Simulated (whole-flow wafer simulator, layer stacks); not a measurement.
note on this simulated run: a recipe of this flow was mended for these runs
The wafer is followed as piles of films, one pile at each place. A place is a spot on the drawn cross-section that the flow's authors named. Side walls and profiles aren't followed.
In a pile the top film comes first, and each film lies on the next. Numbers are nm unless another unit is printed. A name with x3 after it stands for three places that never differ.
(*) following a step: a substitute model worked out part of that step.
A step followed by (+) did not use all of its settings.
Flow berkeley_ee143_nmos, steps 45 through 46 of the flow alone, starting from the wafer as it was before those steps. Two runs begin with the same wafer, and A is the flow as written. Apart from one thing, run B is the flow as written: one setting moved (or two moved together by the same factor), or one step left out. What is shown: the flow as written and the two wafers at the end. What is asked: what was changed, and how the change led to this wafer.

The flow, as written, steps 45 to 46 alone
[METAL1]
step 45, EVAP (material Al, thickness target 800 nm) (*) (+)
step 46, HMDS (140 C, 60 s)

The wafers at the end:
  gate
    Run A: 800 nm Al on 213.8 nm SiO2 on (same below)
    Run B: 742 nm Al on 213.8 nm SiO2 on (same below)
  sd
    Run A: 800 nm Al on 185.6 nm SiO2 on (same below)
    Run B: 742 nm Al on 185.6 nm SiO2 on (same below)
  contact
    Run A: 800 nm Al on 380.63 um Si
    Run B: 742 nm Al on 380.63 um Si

What caused this: step 45, EVAP: thickness target 742 nm was run, though the flow has thickness target 800 nm.
The wafer itself shows it: gate has Al 742, and step 45 as written asks for 800 nm.

Step by step, how the change led to this:
  step 45, EVAP (material Al, thickness target 800 nm) (*) (+)
      gate, sd, contact, field: A Al gains 800 (new film) | B Al gains 742 (new film)
